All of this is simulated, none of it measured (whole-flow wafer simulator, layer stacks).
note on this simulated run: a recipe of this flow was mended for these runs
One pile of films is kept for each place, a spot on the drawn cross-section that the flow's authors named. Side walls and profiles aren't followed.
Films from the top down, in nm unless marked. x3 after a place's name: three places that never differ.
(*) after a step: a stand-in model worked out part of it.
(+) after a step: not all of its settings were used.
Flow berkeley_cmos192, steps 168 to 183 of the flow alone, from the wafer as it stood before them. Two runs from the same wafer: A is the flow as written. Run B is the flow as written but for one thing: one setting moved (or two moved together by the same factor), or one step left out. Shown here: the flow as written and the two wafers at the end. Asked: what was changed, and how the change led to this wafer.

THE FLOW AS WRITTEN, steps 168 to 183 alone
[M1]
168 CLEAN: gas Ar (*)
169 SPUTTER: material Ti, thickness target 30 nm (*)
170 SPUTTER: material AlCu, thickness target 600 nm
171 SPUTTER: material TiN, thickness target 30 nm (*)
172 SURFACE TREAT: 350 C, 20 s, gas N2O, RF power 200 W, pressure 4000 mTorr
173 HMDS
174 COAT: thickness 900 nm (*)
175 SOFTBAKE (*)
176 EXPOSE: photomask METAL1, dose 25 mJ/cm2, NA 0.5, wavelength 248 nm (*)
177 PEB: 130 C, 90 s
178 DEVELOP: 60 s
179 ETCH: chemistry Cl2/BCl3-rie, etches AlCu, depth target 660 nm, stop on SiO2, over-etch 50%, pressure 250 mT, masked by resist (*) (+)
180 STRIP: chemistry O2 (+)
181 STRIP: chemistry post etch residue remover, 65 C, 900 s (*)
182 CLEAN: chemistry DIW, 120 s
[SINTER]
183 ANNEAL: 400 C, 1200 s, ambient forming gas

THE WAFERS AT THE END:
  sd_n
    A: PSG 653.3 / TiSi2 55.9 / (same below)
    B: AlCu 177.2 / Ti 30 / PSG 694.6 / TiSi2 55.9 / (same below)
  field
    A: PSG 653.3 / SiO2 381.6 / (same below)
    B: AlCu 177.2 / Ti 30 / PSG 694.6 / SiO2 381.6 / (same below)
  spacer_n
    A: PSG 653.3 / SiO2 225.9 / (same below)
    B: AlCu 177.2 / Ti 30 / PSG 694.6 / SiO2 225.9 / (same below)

The cause: step 170, SPUTTER: thickness target 1140 nm was run, where the flow has thickness target 600 nm.

How the change led to this, step by step:
  170 SPUTTER: material AlCu, thickness target 600 nm
      field, sd_n, spacer_n, gate, spacer_p, gate_p, m1: A AlCu +600 (new film) | B AlCu +1140 (new film)
      sd_p: A AlCu +557.4 (new film) | B AlCu +1086.8 (new film)
      (and at 1 more place)
  171 SPUTTER: material TiN, thickness target 30 nm (*)
      contact: A TiN +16 (new film) | B TiN +17.1 (new film)
  174 COAT: thickness 900 nm (*)
      contact: A KrF-resist +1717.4 (new film) | B KrF-resist +1910.7 (new film)
  177 PEB: 130 C, 90 s
      contact: A KrF-resist -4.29 | B KrF-resist -4.91
  179 ETCH: chemistry Cl2/BCl3-rie, etches AlCu, depth target 660 nm, stop on SiO2, over-etch 50%, pressure 250 mT, masked by resist (*) (+)
      field, sd_n, spacer_n, gate, spacer_p, gate_p: A TiN -30 (all of it), AlCu -600 (all of it), Ti -30 (all of it), PSG -41.2 | B TiN -30 (all of it), AlCu -960
      sd_p: A TiN -26.2 (all of it), AlCu -557.4 (all of it), Ti -26.8 (all of it), PSG -47.4 | B TiN -26.1 (all of it), AlCu -963.9
  180 STRIP: chemistry O2 (+)
      contact: A KrF-resist -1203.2 (all of it) | B KrF-resist -1395.8 (all of it)
  181 STRIP: chemistry post etch residue remover, 65 C, 900 s (*)
      field, sd_n, spacer_n, gate, sd_p, spacer_p, gate_p: A nothing | B AlCu -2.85
Counting metal films that touch as one body, sd_n has 1 body; the flow as written gives 0 bodies.
Counting metal films that touch as one body, field has 1 body; the flow as written gives 0 bodies.
Counting metal films that touch as one body, spacer_n has 1 body; the flow as written gives 0 bodies.
